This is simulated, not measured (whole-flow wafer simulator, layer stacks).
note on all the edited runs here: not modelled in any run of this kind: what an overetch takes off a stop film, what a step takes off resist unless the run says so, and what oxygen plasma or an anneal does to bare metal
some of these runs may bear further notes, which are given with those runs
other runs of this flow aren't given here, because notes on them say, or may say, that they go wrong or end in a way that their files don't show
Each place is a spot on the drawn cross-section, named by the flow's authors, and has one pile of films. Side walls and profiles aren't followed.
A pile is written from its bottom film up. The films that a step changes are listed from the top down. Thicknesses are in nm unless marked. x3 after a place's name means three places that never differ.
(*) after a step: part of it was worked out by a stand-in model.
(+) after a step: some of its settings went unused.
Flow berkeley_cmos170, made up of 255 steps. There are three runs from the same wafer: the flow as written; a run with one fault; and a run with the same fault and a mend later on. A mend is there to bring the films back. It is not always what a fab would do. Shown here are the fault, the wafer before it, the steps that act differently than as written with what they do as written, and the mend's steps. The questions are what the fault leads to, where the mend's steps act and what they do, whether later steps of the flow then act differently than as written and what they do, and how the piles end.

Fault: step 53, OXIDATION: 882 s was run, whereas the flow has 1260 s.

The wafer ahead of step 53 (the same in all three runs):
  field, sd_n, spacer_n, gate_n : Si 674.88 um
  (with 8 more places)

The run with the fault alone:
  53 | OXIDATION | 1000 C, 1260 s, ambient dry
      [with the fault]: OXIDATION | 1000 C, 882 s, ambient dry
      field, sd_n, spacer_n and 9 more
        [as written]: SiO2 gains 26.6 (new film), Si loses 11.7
        [with the fault]: SiO2 gains 22 (new film), Si loses 9.67
  Steps further on in the flow that do not act as written (44 other steps are not shown; they differ only slightly, by no more than 2% or 0.5 nm, whichever is larger):
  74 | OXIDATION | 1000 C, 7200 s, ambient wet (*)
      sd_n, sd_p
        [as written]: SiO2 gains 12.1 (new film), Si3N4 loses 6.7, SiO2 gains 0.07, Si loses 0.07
        [with the fault]: SiO2 gains 12.1 (new film), Si3N4 loses 6.7
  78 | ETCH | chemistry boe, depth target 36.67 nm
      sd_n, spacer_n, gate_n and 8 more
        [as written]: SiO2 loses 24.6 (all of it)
        [with the fault]: SiO2 loses 20 (all of it)
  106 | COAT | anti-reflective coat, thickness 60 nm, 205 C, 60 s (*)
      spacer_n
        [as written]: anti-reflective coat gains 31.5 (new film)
        [with the fault]: anti-reflective coat gains 32.6 (new film)
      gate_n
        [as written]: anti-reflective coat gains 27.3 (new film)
        [with the fault]: anti-reflective coat gains 28 (new film)
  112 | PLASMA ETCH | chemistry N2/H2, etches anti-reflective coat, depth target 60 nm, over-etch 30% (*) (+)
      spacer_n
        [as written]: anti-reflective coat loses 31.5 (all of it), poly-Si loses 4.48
        [with the fault]: anti-reflective coat loses 32.6 (all of it), poly-Si loses 4.36
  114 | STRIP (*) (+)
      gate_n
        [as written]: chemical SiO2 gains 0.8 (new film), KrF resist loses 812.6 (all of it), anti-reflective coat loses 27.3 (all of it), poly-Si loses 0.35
        [with the fault]: chemical SiO2 gains 0.8 (new film), KrF resist loses 810.3 (all of it), anti-reflective coat loses 28 (all of it), poly-Si loses 0.35
  When the end is reached, the piles differ only a little from the flow's at the places that both follow, at most by 2% or 0.5 nm, whichever is larger.

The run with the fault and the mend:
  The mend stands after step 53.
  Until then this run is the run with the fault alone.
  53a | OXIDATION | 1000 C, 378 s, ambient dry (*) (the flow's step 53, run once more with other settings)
      field, sd_n, spacer_n and 9 more
        SiO2 gains 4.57, Si loses 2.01
  Later steps of the flow that are run all act as written at every place that is followed.
  By the end, the piles equal the flow's at every place that both follow.
